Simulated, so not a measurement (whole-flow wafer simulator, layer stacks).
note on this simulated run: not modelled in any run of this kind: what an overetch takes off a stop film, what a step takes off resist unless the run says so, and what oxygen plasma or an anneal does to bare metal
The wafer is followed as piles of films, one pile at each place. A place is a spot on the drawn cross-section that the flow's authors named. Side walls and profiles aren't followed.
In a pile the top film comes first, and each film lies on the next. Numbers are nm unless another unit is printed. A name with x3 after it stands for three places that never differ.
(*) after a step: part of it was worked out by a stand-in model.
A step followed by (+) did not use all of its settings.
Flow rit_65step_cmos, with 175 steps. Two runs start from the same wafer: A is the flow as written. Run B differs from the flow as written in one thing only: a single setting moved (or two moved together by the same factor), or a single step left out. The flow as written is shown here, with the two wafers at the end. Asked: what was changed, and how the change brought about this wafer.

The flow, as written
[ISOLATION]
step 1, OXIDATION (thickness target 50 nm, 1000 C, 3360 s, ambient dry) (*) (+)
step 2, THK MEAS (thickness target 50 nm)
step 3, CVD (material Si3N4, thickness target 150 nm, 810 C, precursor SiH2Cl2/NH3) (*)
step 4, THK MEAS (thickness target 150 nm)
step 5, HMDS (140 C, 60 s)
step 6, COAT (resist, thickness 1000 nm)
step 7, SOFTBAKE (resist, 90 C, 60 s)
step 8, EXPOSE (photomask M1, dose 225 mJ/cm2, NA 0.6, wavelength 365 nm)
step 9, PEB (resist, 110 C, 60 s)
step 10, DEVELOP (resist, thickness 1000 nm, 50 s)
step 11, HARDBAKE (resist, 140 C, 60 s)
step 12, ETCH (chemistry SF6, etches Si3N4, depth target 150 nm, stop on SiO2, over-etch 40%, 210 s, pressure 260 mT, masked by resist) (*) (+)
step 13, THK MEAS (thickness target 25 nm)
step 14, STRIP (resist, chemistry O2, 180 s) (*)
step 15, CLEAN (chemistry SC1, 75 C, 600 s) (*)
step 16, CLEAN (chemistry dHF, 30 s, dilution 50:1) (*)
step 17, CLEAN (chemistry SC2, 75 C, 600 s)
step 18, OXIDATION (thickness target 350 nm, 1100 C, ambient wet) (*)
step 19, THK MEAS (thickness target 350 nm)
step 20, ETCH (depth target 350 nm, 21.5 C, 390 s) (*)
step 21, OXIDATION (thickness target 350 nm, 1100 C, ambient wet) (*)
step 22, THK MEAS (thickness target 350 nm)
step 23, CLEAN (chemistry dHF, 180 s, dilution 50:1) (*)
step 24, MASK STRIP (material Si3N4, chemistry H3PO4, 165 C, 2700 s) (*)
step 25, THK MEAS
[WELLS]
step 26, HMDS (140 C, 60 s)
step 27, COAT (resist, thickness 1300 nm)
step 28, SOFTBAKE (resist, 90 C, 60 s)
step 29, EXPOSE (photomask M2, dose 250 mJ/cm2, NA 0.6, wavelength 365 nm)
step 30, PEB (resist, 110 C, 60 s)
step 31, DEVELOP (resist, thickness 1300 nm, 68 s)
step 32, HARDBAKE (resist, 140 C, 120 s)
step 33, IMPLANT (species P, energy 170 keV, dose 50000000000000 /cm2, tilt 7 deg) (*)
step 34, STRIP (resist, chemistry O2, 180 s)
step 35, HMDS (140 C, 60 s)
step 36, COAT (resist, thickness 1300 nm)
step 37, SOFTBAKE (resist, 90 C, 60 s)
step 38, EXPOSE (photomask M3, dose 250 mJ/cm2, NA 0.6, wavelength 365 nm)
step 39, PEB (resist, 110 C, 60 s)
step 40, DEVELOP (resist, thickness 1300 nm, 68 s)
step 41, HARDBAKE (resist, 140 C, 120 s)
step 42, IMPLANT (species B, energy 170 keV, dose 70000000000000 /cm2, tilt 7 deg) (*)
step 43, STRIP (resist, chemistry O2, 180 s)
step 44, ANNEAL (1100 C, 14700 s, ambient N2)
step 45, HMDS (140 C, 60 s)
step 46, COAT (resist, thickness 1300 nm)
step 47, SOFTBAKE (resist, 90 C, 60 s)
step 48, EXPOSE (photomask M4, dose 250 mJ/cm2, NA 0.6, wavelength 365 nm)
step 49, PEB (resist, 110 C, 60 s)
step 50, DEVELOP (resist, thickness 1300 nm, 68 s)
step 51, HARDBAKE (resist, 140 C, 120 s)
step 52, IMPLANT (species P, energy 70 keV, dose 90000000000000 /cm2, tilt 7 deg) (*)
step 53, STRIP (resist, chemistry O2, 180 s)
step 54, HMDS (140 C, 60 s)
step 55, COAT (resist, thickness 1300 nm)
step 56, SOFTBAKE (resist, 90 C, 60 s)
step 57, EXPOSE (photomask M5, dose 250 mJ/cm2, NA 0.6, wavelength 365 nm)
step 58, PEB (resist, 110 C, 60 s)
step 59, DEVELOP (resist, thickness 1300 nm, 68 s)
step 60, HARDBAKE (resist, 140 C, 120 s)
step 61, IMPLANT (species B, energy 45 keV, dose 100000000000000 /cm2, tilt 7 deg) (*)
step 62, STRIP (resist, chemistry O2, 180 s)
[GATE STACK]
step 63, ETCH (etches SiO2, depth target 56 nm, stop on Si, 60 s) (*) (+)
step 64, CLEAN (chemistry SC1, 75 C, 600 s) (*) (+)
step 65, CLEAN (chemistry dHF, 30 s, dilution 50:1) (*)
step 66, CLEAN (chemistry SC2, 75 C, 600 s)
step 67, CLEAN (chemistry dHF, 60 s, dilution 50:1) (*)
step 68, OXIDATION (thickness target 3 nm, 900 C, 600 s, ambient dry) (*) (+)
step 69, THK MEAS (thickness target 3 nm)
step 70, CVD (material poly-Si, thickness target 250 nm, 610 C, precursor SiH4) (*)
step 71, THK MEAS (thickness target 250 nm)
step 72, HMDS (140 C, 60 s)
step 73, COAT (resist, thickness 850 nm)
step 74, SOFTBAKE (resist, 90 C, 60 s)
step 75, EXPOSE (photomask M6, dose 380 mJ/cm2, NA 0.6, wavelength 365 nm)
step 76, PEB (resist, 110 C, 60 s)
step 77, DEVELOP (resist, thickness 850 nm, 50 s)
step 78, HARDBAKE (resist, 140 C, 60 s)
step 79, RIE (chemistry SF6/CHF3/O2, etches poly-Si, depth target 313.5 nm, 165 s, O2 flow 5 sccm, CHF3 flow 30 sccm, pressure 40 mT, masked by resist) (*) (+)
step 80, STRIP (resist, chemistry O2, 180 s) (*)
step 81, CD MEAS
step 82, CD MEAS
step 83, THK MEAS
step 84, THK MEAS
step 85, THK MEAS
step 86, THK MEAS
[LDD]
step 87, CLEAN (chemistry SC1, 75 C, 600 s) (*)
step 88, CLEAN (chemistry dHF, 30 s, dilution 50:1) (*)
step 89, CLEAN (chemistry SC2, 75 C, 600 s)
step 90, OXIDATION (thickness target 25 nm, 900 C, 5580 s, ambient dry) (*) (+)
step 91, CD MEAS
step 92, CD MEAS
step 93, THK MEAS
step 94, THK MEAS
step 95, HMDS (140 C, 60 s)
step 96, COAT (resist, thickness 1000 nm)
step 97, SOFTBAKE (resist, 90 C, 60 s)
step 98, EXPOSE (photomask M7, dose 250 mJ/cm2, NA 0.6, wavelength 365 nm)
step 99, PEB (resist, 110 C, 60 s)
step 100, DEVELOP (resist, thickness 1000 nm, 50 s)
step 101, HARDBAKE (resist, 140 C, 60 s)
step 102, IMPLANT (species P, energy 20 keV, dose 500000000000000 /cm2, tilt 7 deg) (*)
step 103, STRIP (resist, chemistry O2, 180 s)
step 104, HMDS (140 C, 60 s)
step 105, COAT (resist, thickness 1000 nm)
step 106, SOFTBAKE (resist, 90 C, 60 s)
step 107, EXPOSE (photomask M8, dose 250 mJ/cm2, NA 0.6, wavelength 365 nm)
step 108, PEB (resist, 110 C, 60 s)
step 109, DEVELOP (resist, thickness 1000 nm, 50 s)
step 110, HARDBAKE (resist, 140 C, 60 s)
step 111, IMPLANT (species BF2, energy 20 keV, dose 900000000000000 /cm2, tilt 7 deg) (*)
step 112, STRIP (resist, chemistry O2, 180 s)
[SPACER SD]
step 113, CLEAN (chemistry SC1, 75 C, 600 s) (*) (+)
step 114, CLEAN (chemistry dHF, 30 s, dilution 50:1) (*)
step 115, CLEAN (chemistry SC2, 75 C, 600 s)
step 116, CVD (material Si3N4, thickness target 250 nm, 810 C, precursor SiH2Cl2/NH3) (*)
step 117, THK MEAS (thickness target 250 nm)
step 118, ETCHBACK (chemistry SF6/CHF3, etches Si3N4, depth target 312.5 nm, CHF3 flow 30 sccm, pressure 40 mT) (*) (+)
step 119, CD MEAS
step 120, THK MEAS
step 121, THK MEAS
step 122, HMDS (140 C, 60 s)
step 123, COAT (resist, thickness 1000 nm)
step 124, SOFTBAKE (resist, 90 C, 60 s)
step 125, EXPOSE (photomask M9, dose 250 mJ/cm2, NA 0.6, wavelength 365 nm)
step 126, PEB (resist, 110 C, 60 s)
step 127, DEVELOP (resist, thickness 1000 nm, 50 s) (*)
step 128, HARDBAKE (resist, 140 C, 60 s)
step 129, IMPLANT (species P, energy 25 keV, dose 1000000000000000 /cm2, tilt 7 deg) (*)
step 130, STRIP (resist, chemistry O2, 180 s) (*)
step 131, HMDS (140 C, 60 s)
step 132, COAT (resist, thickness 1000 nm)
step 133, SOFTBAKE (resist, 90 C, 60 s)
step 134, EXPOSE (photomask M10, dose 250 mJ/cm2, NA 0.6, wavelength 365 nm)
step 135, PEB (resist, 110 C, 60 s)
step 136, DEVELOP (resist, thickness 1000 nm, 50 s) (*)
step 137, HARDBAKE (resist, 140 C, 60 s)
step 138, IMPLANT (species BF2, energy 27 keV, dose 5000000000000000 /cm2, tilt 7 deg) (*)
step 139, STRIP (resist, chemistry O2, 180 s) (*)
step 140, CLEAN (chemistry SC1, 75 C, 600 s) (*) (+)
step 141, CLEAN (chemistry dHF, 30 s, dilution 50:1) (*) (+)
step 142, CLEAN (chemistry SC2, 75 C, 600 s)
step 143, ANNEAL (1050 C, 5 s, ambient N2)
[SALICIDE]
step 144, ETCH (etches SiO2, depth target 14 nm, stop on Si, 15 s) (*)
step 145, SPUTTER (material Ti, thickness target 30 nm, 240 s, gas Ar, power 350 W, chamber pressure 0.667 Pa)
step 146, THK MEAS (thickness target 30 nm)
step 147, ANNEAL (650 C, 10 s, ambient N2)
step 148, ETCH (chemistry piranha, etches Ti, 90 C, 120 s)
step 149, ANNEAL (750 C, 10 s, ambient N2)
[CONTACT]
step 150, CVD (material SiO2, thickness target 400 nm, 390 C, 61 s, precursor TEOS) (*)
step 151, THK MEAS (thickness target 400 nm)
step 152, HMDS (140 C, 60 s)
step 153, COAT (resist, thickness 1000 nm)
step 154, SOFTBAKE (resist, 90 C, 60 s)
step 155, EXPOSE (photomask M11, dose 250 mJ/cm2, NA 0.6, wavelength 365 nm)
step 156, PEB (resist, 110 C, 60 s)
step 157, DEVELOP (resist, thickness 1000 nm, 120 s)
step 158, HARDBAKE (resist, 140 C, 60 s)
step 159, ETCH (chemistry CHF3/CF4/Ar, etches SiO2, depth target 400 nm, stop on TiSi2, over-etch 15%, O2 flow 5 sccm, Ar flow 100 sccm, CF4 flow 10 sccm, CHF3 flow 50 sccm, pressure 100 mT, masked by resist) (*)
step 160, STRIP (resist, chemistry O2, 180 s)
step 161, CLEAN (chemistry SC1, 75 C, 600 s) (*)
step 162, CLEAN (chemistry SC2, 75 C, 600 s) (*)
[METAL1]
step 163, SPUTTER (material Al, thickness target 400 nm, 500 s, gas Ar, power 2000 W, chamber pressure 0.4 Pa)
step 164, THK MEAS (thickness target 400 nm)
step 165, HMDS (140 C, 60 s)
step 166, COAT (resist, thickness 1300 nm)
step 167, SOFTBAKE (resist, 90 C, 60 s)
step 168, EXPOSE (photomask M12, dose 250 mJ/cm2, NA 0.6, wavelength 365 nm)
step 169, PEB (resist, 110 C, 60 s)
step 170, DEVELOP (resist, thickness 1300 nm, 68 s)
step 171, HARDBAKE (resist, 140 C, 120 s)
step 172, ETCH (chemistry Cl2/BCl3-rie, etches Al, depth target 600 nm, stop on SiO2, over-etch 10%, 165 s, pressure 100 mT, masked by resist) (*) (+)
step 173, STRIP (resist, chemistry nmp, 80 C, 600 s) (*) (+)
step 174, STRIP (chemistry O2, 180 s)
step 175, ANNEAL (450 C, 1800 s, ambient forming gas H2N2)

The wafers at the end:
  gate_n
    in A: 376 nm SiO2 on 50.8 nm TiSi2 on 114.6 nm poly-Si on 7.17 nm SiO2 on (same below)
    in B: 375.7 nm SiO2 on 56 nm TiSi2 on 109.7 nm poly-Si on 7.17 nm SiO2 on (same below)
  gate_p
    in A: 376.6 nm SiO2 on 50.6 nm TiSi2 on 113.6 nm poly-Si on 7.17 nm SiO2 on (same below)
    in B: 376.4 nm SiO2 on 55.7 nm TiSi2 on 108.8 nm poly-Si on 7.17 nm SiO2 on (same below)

Cause: step 145, SPUTTER: 264 s was run, though the flow has 240 s.

Step by step, how the change led to this:
  step 145, SPUTTER (material Ti, thickness target 30 nm, 240 s, gas Ar, power 350 W, chamber pressure 0.667 Pa)
      field, field_pw, field_nw, field_p, spacer, spacer_p: A Ti gains 30 (new film) | B Ti gains 33 (new film)
      gate_n: A Ti gains 27.3 (new film) | B Ti gains 30 (new film)
      (also at 1 further place)
  step 147, ANNEAL (650 C, 10 s, ambient N2)
      gate_n: A Ti loses 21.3, TiSi first gains 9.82 (new film), TiSi2 C49 gains 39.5 (new film), poly-Si loses 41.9 | B Ti loses 23.4, TiSi first gains 15.7 (new film), TiSi2 C49 gains 36.2 (new film), poly-Si loses 42.9
      gate_p: A Ti loses 21.2, TiSi first gains 9.56 (new film), TiSi2 C49 gains 39.6 (new film), poly-Si loses 41.9 | B Ti loses 23.3, TiSi first gains 15.4 (new film), TiSi2 C49 gains 36.3 (new film), poly-Si loses 42.8
  step 148, ETCH (chemistry piranha, etches Ti, 90 C, 120 s)
      field, field_pw, field_nw, field_p, spacer, spacer_p: A Ti loses 30 (all of it) | B Ti loses 33 (all of it)
      gate_n: A Ti loses 6 (all of it), TiSi first loses 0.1 | B Ti loses 6.61 (all of it), TiSi first loses 0.1
      (also at 1 further place)
  step 149, ANNEAL (750 C, 10 s, ambient N2)
      gate_n: A TiSi2 gains 50.8 (new film), TiSi first loses 9.72 (all of it), TiSi2 C49 loses 39.5 (all of it), poly-Si loses 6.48 | B TiSi2 gains 56 (new film), TiSi first loses 15.6 (all of it), TiSi2 C49 loses 36.2 (all of it), poly-Si loses 10.4
      gate_p: A TiSi2 gains 50.6 (new film), TiSi first loses 9.46 (all of it), TiSi2 C49 loses 39.6 (all of it), poly-Si loses 6.31 | B TiSi2 gains 55.7 (new film), TiSi first loses 15.3 (all of it), TiSi2 C49 loses 36.3 (all of it), poly-Si loses 10.2
